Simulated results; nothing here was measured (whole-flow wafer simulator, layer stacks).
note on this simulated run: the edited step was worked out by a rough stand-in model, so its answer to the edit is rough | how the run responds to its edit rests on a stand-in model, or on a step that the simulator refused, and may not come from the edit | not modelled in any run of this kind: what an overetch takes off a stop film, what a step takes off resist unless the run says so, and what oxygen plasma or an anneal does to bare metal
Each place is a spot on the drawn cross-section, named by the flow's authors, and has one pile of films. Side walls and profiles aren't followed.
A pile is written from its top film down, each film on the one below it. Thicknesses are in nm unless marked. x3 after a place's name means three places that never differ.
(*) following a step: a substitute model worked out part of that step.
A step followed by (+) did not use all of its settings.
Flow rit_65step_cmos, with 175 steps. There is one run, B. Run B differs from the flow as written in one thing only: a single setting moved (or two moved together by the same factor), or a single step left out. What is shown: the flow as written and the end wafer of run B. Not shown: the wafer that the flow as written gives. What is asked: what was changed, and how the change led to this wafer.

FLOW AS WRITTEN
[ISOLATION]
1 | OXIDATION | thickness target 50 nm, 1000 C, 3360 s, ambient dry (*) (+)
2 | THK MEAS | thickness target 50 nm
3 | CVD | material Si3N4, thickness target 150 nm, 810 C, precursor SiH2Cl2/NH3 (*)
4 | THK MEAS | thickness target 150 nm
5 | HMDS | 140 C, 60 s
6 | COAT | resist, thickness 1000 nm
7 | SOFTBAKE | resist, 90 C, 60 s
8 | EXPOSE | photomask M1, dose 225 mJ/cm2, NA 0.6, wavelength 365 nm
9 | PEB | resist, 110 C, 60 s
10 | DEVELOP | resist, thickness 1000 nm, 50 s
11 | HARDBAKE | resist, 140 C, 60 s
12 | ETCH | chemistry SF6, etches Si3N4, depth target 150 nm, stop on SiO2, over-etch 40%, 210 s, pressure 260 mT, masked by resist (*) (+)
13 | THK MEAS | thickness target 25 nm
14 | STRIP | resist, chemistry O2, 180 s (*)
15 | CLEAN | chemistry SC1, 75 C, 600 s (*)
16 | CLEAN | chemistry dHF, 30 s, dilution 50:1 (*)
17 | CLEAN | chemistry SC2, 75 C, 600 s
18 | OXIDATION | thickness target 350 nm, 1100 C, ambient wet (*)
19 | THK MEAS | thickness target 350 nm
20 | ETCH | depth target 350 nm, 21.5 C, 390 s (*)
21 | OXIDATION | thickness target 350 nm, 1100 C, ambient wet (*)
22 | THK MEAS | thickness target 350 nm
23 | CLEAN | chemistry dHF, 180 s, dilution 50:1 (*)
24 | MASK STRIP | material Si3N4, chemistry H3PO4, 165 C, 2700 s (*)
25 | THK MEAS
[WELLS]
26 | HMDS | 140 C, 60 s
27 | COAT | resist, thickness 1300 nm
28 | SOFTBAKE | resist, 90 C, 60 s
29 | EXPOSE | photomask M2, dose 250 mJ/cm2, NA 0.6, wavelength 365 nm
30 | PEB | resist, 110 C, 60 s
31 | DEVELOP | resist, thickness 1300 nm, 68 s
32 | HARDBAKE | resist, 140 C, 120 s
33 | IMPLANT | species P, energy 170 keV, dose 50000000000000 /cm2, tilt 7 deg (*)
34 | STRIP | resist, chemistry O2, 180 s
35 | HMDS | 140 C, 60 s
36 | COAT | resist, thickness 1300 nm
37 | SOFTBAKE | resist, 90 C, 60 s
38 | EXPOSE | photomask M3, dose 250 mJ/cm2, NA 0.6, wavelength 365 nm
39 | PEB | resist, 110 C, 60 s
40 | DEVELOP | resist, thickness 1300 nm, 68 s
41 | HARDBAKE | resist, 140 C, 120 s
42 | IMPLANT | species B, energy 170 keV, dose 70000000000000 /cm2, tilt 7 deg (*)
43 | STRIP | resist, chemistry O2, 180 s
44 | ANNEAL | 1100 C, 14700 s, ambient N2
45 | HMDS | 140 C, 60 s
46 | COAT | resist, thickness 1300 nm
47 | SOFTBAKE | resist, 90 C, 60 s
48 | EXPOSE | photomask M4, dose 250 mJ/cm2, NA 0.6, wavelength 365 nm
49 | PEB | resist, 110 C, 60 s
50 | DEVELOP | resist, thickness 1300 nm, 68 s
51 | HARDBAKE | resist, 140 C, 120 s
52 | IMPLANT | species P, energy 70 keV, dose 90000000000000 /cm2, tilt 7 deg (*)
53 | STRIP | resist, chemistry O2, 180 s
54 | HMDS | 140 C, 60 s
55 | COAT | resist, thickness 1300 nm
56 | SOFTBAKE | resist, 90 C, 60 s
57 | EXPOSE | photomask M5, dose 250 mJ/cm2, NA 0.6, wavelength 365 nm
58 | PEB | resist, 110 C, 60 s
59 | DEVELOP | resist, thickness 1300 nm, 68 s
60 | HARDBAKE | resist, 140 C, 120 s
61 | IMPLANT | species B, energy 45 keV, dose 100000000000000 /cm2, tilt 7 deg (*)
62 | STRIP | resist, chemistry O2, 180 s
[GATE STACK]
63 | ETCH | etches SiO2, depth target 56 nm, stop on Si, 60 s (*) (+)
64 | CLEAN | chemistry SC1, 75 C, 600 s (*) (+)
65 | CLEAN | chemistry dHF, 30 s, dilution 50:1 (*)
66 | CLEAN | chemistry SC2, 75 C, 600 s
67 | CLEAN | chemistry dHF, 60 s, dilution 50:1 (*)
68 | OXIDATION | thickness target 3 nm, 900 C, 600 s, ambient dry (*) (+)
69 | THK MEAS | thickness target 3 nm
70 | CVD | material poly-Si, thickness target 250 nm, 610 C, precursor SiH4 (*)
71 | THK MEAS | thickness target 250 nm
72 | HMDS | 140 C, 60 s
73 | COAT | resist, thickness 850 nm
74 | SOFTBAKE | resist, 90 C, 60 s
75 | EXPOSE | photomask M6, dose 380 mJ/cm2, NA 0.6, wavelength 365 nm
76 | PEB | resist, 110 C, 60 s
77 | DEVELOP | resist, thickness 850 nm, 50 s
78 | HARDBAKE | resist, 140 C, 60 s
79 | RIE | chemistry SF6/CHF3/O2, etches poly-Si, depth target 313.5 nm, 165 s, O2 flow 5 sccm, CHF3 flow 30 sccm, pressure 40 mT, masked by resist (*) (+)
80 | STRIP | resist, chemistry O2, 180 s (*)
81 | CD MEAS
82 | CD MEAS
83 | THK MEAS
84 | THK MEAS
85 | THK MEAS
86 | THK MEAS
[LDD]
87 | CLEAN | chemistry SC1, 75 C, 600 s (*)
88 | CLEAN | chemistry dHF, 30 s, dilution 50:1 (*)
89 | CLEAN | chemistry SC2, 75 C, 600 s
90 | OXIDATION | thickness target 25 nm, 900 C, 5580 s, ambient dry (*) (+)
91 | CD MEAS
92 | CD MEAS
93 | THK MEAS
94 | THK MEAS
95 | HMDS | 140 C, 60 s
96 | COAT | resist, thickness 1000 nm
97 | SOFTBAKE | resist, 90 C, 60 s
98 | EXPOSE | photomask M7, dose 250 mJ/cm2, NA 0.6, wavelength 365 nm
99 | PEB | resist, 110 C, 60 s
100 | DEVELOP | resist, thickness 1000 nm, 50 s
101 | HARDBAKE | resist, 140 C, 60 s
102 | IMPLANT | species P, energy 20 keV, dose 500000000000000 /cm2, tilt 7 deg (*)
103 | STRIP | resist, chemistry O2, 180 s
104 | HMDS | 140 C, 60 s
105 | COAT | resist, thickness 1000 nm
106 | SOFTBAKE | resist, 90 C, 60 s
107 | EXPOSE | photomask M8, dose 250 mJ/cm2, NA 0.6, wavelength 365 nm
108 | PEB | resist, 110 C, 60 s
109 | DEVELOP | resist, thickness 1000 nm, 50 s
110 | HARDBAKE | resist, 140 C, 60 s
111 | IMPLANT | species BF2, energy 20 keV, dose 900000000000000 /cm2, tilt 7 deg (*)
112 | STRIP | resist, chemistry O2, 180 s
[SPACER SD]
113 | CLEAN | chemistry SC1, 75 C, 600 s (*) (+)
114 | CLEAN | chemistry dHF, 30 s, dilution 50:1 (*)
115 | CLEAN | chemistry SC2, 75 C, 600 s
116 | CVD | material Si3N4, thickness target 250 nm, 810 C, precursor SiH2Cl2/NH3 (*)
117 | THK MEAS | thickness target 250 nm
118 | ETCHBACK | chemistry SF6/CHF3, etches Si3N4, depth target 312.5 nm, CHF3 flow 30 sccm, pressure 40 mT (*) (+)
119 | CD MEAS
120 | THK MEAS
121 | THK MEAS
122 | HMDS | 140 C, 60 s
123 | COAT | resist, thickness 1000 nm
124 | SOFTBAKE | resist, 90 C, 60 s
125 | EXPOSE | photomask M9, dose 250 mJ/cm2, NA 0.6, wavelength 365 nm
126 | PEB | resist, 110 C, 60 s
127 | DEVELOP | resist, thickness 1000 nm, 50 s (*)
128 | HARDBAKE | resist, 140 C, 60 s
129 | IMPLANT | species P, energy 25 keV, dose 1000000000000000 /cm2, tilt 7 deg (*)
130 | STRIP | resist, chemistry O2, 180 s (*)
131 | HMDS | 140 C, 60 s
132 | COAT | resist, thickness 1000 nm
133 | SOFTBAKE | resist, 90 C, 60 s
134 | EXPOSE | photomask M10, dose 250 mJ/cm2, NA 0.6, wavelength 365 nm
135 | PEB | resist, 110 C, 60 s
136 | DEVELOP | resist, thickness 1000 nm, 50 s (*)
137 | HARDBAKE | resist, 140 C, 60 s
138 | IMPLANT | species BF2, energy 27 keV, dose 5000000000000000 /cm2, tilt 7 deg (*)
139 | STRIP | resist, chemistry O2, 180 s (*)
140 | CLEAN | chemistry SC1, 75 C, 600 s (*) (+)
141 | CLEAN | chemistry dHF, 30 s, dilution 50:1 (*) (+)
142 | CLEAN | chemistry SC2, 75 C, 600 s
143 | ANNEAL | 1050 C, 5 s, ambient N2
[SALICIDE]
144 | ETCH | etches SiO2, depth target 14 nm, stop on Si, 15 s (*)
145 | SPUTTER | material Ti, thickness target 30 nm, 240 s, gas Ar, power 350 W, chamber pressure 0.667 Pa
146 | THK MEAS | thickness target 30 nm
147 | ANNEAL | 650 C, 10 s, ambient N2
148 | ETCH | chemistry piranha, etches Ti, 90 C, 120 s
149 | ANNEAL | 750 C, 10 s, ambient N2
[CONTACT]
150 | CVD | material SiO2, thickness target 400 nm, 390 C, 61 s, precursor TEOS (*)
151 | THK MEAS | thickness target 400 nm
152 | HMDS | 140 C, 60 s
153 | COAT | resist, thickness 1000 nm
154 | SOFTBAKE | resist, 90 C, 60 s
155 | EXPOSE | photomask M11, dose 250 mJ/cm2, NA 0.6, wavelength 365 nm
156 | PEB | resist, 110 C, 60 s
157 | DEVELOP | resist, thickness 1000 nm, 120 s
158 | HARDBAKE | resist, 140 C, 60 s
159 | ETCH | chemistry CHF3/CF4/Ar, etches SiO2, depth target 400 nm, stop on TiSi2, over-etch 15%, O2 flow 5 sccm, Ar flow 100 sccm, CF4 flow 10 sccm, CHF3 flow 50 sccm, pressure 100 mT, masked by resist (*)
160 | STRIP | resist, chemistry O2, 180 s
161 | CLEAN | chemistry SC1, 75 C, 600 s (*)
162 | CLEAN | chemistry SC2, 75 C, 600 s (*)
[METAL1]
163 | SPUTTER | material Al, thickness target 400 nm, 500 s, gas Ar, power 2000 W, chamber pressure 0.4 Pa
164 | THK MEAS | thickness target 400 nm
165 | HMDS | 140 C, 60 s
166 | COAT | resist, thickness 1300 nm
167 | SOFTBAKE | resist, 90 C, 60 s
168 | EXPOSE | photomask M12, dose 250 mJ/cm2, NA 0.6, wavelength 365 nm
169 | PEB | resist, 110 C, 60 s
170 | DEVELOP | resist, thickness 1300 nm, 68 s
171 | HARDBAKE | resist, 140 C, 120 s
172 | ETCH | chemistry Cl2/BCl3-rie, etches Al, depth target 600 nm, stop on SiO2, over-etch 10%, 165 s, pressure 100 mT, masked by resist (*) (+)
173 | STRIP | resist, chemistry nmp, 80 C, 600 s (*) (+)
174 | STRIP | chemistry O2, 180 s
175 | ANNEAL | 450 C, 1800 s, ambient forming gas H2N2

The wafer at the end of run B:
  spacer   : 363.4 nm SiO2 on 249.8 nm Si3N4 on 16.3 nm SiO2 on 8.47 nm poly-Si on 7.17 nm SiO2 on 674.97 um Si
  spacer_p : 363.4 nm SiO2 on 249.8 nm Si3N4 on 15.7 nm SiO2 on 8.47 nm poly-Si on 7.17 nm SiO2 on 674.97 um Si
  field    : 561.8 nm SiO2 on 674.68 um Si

What caused this: step 70, CVD: thickness target 339 nm was run, though the flow has thickness target 250 nm.

How this came from the change, step by step:
  70 | CVD | material poly-Si, thickness target 250 nm, 610 C, precursor SiH4 (*)
      field, field_pw, field_nw and 11 more: poly-Si gains 339 (new film) (as written it would have been: poly-Si gains 250 (new film))
  79 | RIE | chemistry SF6/CHF3/O2, etches poly-Si, depth target 313.5 nm, 165 s, O2 flow 5 sccm, CHF3 flow 30 sccm, pressure 40 mT, masked by resist (*) (+)
      active_n, active_p, spacer, spacer_p, sd_n, sd_p, contact, m1: poly-Si loses 313.5 (as written it would have been: poly-Si loses 250 (all of it), SiO2 loses 7.17 (all of it))
      field, field_pw, field_nw, field_p: poly-Si loses 313.5 (as written it would have been: poly-Si loses 250 (all of it), SiO2 loses 10.9)
  80 | STRIP | resist, chemistry O2, 180 s (*)
      active_n, active_p, spacer, spacer_p, sd_n, sd_p, contact, m1: chemical SiO2 gains 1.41 (new film), poly-Si loses 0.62 (as written it would have been: chemical SiO2 gains 1.41 (new film), Si loses 0.62)
      field, field_pw, field_nw, field_p: chemical SiO2 gains 1.41 (new film), poly-Si loses 0.62 (as written it would have been: nothing)
  87 | CLEAN | chemistry SC1, 75 C, 600 s (*)
      active_n, active_p, spacer, spacer_p, sd_n, sd_p, contact, m1: chemical SiO2 loses 0.81, poly-Si loses 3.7 (as written it would have been: chemical SiO2 loses 0.81, Si loses 3.7)
      field, field_pw, field_nw, field_p: chemical SiO2 loses 0.81, poly-Si loses 3.7 (as written it would have been: SiO2 loses 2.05)
  88 | CLEAN | chemistry dHF, 30 s, dilution 50:1 (*)
      field, field_pw, field_nw, field_p: chemical SiO2 loses 0.6 (all of it) (as written it would have been: SiO2 loses 2.78)
  90 | OXIDATION | thickness target 25 nm, 900 C, 5580 s, ambient dry (*) (+)
      active_n, active_p, spacer, spacer_p, sd_n, sd_p, contact, m1: SiO2 gains 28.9 (new film), chemical SiO2 loses 0.4 (all of it), poly-Si loses 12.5 (as written it would have been: SiO2 gains 26.5 (new film), chemical SiO2 loses 0.4 (all of it), Si loses 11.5)
      field, field_pw: SiO2 gains 28.9 (new film), chemical SiO2 loses 0.4 (all of it), poly-Si loses 12.5 (as written it would have been: SiO2 gains 6.57, Si loses 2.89)
      (and at 2 other places as well)
  96 | COAT | resist, thickness 1000 nm
      gate_n, gate_p: resist gains 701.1 (new film) (as written it would have been: resist gains 750.6 (new film))
  99 | PEB | resist, 110 C, 60 s
      gate_n, gate_p: resist loses 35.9 (as written it would have been: resist loses 38.6)
  100 | DEVELOP | resist, thickness 1000 nm, 50 s
      gate_n: resist loses 665.2 (all of it) (as written it would have been: resist loses 712.1 (all of it))
  101 | HARDBAKE | resist, 140 C, 60 s
      gate_p: resist loses 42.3 (as written it would have been: resist loses 45.8)
  103 | STRIP | resist, chemistry O2, 180 s
      gate_p: resist loses 622.9 (all of it) (as written it would have been: resist loses 666.3 (all of it))
  105 | COAT | resist, thickness 1000 nm
      gate_n, gate_p: resist gains 701.1 (new film) (as written it would have been: resist gains 750.6 (new film))
  108 | PEB | resist, 110 C, 60 s
      gate_n, gate_p: resist loses 35.9 (as written it would have been: resist loses 38.6)
  109 | DEVELOP | resist, thickness 1000 nm, 50 s
      gate_p: resist loses 665.2 (all of it) (as written it would have been: resist loses 712.1 (all of it))
  110 | HARDBAKE | resist, 140 C, 60 s
      gate_n: resist loses 42.3 (as written it would have been: resist loses 45.8)
  112 | STRIP | resist, chemistry O2, 180 s
      gate_n: resist loses 622.9 (all of it) (as written it would have been: resist loses 666.3 (all of it))
  ... 17 further steps ...
  170 | DEVELOP | resist, thickness 1300 nm, 68 s
      gate_n: resist loses 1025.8 (all of it) (as written it would have been: resist loses 1072.6 (all of it))
      gate_p: resist loses 1029.5 (all of it) (as written it would have been: resist loses 1076.3 (all of it))
      (and at 2 other places as well)
